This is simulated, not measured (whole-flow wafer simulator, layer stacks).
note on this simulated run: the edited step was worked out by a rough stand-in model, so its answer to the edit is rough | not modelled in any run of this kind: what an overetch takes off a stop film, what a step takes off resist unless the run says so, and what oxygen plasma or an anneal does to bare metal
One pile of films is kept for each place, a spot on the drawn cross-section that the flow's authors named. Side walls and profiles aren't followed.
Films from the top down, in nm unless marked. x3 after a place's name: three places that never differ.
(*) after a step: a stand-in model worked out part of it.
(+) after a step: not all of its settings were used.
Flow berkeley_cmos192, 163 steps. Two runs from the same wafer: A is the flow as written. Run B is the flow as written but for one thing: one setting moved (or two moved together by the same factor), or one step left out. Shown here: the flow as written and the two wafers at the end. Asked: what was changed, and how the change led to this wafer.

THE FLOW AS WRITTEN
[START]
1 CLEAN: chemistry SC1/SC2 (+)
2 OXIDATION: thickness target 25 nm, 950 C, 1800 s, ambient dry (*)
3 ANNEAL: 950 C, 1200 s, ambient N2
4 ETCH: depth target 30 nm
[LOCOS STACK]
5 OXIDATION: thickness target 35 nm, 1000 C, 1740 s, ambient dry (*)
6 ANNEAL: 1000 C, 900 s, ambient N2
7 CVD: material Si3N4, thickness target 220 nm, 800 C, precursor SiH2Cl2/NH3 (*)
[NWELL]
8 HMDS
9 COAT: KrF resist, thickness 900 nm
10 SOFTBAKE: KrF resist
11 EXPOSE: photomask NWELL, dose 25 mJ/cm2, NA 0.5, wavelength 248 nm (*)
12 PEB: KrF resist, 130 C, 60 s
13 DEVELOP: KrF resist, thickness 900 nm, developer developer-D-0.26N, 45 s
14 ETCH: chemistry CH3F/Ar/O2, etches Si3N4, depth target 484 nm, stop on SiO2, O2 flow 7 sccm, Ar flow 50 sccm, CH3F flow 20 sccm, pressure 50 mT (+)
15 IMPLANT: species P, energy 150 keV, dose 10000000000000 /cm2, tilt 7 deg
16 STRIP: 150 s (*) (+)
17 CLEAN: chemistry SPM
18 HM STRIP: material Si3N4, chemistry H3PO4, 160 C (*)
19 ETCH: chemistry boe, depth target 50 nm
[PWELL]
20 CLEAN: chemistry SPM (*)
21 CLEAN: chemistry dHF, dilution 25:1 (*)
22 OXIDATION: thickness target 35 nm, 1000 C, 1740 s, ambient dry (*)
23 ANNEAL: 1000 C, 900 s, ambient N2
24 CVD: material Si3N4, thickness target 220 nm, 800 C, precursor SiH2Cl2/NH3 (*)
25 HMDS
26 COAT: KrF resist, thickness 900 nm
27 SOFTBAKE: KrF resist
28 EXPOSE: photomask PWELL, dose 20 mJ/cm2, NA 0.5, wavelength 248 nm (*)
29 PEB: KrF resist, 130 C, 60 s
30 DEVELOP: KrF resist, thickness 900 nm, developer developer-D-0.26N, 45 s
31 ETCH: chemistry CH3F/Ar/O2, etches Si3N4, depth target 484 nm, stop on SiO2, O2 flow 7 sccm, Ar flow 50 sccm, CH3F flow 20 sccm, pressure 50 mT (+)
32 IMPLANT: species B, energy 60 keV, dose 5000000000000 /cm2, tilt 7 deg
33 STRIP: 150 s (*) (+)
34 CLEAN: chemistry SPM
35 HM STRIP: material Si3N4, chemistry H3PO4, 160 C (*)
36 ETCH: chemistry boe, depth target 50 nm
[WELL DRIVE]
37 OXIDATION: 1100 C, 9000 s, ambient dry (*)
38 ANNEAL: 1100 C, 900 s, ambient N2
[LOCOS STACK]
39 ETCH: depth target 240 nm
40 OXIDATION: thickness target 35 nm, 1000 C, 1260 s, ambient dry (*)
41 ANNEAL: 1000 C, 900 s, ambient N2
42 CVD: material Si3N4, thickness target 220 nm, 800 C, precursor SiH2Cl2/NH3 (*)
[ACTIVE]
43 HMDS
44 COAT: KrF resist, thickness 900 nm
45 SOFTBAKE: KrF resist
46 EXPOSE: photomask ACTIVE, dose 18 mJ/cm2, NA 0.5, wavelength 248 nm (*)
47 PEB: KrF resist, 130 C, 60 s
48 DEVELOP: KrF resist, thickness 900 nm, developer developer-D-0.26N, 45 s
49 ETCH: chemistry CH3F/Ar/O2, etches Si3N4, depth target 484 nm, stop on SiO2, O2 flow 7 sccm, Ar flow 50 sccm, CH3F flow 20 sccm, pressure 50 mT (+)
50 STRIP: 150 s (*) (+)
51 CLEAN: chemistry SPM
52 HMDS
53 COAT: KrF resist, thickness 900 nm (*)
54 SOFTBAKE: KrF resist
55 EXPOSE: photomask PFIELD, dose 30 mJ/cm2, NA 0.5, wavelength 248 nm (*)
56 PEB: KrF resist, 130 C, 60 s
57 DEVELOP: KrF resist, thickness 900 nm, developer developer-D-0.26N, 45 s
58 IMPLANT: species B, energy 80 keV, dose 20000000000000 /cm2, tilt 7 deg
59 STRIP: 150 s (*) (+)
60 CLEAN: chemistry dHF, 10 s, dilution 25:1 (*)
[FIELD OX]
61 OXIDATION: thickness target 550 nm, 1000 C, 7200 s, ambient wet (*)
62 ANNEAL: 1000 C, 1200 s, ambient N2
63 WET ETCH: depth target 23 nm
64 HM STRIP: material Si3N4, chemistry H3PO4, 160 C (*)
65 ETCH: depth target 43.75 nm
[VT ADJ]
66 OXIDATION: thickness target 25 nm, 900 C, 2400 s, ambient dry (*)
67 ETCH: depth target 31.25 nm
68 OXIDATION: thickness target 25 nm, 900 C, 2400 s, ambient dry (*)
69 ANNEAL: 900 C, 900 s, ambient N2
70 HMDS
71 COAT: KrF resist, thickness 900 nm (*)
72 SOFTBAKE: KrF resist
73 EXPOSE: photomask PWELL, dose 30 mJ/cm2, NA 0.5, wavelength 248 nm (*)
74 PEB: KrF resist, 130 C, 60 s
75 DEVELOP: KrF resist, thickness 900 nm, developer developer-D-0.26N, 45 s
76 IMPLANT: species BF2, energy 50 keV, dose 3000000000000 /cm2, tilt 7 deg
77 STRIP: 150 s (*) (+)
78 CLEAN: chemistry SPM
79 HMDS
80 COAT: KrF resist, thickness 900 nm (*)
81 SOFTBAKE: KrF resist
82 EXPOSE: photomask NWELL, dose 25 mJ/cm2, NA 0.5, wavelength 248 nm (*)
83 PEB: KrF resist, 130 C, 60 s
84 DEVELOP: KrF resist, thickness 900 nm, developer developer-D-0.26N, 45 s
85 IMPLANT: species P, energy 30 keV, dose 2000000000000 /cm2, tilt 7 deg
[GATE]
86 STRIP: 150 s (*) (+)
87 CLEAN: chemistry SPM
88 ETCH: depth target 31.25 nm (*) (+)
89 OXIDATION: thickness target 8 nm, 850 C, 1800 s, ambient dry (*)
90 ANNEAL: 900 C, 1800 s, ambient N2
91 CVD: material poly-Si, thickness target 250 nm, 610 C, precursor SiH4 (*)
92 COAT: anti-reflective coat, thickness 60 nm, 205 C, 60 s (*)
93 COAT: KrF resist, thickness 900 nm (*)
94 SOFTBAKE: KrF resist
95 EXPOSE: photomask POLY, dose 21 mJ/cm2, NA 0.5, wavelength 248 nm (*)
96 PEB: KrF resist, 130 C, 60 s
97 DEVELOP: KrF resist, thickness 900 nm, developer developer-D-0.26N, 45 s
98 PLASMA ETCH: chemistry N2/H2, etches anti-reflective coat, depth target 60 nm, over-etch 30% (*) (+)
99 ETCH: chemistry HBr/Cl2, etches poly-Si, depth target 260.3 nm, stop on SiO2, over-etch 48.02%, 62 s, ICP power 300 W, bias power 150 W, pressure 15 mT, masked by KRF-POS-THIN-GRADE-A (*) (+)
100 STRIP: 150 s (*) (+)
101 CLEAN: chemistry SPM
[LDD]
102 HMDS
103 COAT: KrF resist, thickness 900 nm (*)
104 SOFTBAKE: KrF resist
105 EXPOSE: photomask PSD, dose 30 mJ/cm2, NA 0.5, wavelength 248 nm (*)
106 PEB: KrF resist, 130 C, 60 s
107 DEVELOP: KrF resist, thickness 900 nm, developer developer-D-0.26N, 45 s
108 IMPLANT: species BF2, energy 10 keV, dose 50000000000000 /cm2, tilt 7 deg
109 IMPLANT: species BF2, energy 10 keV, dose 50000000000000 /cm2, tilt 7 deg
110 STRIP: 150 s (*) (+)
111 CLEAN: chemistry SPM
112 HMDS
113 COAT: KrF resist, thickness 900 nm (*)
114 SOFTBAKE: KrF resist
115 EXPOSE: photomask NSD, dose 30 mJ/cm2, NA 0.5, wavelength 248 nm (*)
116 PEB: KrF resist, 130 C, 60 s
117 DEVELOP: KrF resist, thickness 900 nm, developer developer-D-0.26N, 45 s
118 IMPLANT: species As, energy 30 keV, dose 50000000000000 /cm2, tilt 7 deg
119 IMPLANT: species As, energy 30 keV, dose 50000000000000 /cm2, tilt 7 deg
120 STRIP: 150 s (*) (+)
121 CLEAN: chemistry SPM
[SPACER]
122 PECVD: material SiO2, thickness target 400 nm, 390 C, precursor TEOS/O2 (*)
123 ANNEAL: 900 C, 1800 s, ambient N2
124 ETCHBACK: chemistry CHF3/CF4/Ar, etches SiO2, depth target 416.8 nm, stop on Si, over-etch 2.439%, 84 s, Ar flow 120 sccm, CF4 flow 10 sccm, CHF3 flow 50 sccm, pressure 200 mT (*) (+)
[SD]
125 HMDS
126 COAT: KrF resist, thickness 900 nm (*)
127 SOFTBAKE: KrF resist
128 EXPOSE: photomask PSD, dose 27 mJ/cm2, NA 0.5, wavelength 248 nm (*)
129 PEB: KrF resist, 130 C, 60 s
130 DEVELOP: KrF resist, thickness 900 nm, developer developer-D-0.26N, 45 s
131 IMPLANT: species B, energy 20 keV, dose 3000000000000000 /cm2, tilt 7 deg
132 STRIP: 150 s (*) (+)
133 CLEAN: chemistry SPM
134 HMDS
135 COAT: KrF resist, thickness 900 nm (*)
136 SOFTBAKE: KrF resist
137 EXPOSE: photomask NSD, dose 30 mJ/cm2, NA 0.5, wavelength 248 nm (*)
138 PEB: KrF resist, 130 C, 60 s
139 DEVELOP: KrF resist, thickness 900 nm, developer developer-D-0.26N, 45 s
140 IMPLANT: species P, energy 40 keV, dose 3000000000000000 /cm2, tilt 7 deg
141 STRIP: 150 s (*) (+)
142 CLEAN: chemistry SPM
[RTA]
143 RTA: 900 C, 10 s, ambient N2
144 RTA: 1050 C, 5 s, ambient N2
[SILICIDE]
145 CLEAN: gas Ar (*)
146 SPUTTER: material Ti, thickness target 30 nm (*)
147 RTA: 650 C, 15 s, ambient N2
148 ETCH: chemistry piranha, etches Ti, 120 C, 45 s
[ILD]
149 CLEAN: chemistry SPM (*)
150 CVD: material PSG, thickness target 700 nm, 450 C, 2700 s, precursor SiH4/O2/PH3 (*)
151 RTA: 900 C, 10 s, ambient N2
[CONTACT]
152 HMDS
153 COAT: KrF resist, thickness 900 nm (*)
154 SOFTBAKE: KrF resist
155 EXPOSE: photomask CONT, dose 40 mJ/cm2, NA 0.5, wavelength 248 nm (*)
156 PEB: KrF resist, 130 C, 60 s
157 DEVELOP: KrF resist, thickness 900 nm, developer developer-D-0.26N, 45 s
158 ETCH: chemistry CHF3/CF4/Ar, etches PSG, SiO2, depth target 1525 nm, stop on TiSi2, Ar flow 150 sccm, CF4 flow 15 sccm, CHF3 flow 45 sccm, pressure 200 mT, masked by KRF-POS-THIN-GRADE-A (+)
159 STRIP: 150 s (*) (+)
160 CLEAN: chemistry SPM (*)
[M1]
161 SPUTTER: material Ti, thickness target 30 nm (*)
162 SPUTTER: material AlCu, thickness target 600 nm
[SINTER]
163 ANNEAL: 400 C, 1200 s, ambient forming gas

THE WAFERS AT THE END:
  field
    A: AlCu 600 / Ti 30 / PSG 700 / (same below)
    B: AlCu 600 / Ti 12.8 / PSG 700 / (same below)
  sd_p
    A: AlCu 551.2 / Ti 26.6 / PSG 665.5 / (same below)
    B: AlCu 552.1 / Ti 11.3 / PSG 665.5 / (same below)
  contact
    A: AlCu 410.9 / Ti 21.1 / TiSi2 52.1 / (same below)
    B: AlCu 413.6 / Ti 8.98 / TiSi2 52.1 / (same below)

The cause: step 161, SPUTTER: thickness target 12.78 nm was run, where the flow has thickness target 30 nm.
It can be read off the wafer: field has Ti 12.8, and step 161 as written asks for 30 nm.

How the change led to this, step by step:
  161 SPUTTER: material Ti, thickness target 30 nm (*)
      field, sd_n, spacer_n, gate, spacer_p, gate_p, m1: A Ti +30 (new film) | B Ti +12.8 (new film)
      sd_p: A Ti +26.6 (new film) | B Ti +11.3 (new film)
      (and at 1 more place)
